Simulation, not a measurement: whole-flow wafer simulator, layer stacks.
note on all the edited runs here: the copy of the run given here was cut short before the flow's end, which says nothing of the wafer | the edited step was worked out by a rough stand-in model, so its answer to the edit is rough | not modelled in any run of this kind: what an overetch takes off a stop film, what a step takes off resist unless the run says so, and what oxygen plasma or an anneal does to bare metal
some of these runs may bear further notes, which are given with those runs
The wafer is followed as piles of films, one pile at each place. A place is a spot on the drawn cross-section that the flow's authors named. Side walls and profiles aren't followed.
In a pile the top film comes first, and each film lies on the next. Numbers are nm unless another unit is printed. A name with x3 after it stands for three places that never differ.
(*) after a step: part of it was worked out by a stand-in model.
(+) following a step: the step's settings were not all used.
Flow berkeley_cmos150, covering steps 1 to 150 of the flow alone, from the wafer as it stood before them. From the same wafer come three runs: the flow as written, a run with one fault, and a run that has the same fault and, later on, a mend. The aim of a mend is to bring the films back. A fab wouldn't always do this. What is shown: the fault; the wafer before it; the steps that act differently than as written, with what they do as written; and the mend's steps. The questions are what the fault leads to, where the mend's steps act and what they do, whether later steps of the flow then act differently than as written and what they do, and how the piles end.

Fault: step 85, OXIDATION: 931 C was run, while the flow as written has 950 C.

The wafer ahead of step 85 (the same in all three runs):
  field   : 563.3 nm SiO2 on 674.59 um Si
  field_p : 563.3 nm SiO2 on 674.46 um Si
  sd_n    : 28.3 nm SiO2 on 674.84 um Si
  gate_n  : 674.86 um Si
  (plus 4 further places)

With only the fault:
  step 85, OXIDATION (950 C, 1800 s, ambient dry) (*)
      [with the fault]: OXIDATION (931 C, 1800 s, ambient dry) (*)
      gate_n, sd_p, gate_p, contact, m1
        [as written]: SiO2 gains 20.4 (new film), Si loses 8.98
        [with the fault]: SiO2 gains 16.7 (new film), Si loses 7.34
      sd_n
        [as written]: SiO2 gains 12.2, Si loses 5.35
        [with the fault]: SiO2 gains 9.58, Si loses 4.21
  Steps later in the flow that act otherwise than as written (21 other steps are not shown; they differ only slightly, by no more than 2% or 0.5 nm, whichever is larger):
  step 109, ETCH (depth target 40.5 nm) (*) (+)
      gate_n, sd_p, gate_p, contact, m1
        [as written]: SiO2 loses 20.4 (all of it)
        [with the fault]: SiO2 loses 16.7 (all of it)
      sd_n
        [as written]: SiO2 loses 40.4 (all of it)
        [with the fault]: SiO2 loses 37.9 (all of it)
  At the end the piles are close to the flow's at the places that both follow, differing by at most 2% or 0.5 nm, whichever is larger.

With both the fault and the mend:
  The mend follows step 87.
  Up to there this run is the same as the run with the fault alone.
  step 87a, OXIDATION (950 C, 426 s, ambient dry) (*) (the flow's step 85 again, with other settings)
      gate_n, sd_p, gate_p, contact, m1
        SiO2 gains 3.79, Si loses 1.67
      field, field_p
        SiO2 gains 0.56, Si loses 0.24
      sd_n
        SiO2 gains 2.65, Si loses 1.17
  None of the later steps of the flow differs from how it acts as written, at any place that is followed, by more than 2% or 0.5 nm, whichever is larger.
  At the end the piles are close to the flow's at the places that both follow, differing by at most 2% or 0.5 nm, whichever is larger.
